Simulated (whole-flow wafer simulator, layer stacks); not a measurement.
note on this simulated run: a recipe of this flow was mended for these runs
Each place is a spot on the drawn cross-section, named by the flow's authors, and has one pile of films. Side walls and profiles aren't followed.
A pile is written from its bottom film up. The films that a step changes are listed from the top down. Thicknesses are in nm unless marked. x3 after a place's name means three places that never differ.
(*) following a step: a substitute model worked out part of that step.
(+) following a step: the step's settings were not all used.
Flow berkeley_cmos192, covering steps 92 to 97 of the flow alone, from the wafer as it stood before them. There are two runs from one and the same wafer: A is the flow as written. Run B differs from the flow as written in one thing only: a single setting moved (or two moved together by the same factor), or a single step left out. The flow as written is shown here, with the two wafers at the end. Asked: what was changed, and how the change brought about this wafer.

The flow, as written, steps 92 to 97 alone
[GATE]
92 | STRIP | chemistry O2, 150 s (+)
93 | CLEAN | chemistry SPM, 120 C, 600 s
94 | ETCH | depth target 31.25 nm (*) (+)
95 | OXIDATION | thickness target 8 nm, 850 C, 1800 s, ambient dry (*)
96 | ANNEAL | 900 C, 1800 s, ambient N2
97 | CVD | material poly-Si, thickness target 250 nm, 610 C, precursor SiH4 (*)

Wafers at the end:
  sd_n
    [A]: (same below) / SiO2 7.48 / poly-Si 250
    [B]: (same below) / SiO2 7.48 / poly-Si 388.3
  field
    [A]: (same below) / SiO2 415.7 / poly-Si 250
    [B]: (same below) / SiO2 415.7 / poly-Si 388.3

Cause: step 97, CVD: 633 C was run, while the flow as written has 610 C.

Step by step, how the change led to this:
  97 | CVD | material poly-Si, thickness target 250 nm, 610 C, precursor SiH4 (*)
      field, sd_n, spacer_n, gate, sd_p, spacer_p x2, contact, m1: A poly-Si gains 250 (new film) | B poly-Si gains 388.3 (new film)
